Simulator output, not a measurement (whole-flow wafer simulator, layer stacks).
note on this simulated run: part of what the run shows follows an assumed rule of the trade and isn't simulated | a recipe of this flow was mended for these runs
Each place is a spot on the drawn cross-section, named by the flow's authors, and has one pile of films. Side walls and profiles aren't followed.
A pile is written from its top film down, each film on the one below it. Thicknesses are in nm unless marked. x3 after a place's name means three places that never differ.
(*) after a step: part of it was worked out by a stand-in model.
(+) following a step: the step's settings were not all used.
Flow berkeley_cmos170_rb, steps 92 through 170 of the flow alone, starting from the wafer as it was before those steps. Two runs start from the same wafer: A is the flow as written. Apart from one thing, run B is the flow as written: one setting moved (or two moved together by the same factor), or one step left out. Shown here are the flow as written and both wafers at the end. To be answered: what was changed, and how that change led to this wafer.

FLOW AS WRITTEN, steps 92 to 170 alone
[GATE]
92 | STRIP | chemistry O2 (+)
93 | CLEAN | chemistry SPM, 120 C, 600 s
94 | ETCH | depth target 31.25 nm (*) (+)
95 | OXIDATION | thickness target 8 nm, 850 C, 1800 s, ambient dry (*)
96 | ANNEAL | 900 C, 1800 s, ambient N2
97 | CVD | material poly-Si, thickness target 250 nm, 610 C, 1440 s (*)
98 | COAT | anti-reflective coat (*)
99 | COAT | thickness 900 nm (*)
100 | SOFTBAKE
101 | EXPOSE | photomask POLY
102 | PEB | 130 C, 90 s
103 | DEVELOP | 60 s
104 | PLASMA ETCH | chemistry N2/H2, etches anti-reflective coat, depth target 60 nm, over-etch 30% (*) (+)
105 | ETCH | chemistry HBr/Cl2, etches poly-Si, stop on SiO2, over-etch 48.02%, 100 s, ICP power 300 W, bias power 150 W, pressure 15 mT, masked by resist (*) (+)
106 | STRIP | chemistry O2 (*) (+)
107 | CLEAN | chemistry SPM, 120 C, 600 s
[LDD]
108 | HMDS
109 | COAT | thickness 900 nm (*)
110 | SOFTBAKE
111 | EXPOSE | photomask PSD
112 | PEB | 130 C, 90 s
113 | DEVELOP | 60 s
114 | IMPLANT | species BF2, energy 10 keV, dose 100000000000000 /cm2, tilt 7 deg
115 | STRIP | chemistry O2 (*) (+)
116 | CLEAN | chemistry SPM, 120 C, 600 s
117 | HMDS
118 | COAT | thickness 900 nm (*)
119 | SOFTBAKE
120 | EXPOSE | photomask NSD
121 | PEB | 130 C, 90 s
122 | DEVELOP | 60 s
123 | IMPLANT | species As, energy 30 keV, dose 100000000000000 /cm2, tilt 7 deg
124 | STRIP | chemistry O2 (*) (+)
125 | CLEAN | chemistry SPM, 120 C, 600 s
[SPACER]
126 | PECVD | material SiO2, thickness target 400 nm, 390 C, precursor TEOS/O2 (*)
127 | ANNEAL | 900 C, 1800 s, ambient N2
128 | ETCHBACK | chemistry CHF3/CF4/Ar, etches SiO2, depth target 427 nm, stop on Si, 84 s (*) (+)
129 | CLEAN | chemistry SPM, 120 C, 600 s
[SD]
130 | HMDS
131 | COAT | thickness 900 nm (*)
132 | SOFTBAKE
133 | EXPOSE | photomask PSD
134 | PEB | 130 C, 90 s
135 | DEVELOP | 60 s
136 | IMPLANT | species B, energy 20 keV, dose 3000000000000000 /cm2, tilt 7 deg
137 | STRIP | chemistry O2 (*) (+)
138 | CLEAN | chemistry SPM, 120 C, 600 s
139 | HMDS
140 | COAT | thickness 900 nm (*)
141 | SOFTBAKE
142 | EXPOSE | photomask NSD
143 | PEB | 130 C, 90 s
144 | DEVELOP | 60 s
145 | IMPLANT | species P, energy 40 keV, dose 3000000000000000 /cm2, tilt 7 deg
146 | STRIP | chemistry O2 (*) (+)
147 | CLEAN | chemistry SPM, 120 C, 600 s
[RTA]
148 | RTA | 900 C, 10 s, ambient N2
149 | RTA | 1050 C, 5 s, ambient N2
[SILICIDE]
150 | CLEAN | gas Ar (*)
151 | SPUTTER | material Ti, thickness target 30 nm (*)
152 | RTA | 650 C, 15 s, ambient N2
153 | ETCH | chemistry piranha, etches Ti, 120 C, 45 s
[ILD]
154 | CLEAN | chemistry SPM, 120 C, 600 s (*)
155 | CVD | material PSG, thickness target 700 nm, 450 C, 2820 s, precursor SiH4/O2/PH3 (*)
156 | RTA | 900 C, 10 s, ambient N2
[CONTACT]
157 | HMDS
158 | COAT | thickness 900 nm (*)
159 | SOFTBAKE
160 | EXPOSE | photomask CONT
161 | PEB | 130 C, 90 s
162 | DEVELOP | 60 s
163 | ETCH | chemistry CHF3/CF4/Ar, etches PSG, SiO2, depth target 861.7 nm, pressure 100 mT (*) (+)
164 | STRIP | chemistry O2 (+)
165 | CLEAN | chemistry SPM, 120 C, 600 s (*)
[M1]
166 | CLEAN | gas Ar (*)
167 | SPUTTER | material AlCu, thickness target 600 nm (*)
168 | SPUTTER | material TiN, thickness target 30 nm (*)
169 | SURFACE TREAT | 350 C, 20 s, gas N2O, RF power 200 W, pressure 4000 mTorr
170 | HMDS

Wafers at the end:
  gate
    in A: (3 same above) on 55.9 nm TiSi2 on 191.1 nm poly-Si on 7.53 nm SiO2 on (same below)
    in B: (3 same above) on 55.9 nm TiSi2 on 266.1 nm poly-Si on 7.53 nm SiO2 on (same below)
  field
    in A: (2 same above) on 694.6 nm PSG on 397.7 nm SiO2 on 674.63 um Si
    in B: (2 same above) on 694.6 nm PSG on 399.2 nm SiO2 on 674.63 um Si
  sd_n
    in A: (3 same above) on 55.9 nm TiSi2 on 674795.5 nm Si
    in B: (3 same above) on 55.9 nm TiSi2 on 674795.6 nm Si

The reason: step 97, CVD: thickness target 325 nm was run, while the flow as written has thickness target 250 nm; step 97, CVD: 1872 s was run, where the flow has 1440 s.

Step by step, how the change led to this:
  97 | CVD | material poly-Si, thickness target 250 nm, 610 C, 1440 s (*)
      field, sd_n, spacer_n and 6 more: A +250 poly-Si (new film) | B +325 poly-Si (new film)
  98 | COAT | anti-reflective coat (*)
      sd_n: A +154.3 anti-reflective coat (new film) | B +157.9 anti-reflective coat (new film)
      contact: A +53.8 anti-reflective coat (new film) | B +55.5 anti-reflective coat (new film)
  104 | PLASMA ETCH | chemistry N2/H2, etches anti-reflective coat, depth target 60 nm, over-etch 30% (*) (+)
      gate, gate_p: A -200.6 KrF-resist | B -205.3 KrF-resist
      sd_n: A -154.3 anti-reflective coat (all of it), -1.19 poly-Si | B -157.9 anti-reflective coat (all of it), -1.21 poly-Si
      (and at 1 other place as well)
  105 | ETCH | chemistry HBr/Cl2, etches poly-Si, stop on SiO2, over-etch 48.02%, 100 s, ICP power 300 W, bias power 150 W, pressure 15 mT, masked by resist (*) (+)
      spacer_n, spacer_p: A -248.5 poly-Si (all of it), -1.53 SiO2 | B -323.4 poly-Si (all of it), -0.31 SiO2
      field: A -245 poly-Si (all of it), -1.8 SiO2 | B -319.9 poly-Si (all of it), -0.33 SiO2
      (and at 4 other places as well)
  109 | COAT | thickness 900 nm (*)
      gate: A +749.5 KrF-resist (new film) | B +685.8 KrF-resist (new film)
      gate_p: A +745.7 KrF-resist (new film) | B +682 KrF-resist (new film)
  113 | DEVELOP | 60 s
      gate_p: A -744.1 KrF-resist (all of it) | B -680.5 KrF-resist (all of it)
  115 | STRIP | chemistry O2 (*) (+)
      gate: A -733 KrF-resist (all of it), +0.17 chemical SiO2 | B -669.4 KrF-resist (all of it), +0.17 chemical SiO2
  118 | COAT | thickness 900 nm (*)
      gate: A +748.7 KrF-resist (new film) | B +685.7 KrF-resist (new film)
      gate_p: A +744.7 KrF-resist (new film) | B +681.9 KrF-resist (new film)
  122 | DEVELOP | 60 s
      gate: A -747.1 KrF-resist (all of it) | B -684.3 KrF-resist (all of it)
  124 | STRIP | chemistry O2 (*) (+)
      gate_p: A -728.2 KrF-resist (all of it), +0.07 chemical SiO2 | B -665.5 KrF-resist (all of it), +0.07 chemical SiO2
  128 | ETCHBACK | chemistry CHF3/CF4/Ar, etches SiO2, depth target 427 nm, stop on Si, 84 s (*) (+)
      spacer_n, spacer_p: A -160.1 SiO2 | B -86.3 SiO2
  131 | COAT | thickness 900 nm (*)
      spacer_n: A +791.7 KrF-resist (new film) | B +736.7 KrF-resist (new film)
      gate: A +770.7 KrF-resist (new film) | B +717 KrF-resist (new film)
      (and at 2 other places as well)
  135 | DEVELOP | 60 s
      spacer_p: A -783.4 KrF-resist (all of it) | B -728.8 KrF-resist (all of it)
      gate_p: A -762.3 KrF-resist (all of it) | B -708.9 KrF-resist (all of it)
  137 | STRIP | chemistry O2 (*) (+)
      spacer_n: A -775.1 KrF-resist (all of it) | B -720.2 KrF-resist (all of it)
      gate: A -754.1 KrF-resist (all of it), +0.17 chemical SiO2, -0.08 poly-Si | B -700.5 KrF-resist (all of it), +0.17 chemical SiO2, -0.08 poly-Si
  140 | COAT | thickness 900 nm (*)
      spacer_n: A +791.4 KrF-resist (new film) | B +736.8 KrF-resist (new film)
      gate: A +770.4 KrF-resist (new film) | B +716.9 KrF-resist (new film)
      (and at 2 other places as well)
  144 | DEVELOP | 60 s
      spacer_n: A -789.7 KrF-resist (all of it) | B -735.2 KrF-resist (all of it)
      gate: A -768.7 KrF-resist (all of it) | B -715.4 KrF-resist (all of it)
  ... 2 other steps ...
  164 | STRIP | chemistry O2 (+)
      spacer_n: A -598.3 KrF-resist (all of it) | B -558 KrF-resist (all of it)
      gate: A -577.9 KrF-resist (all of it) | B -542.4 KrF-resist (all of it)
      (and at 3 other places as well)
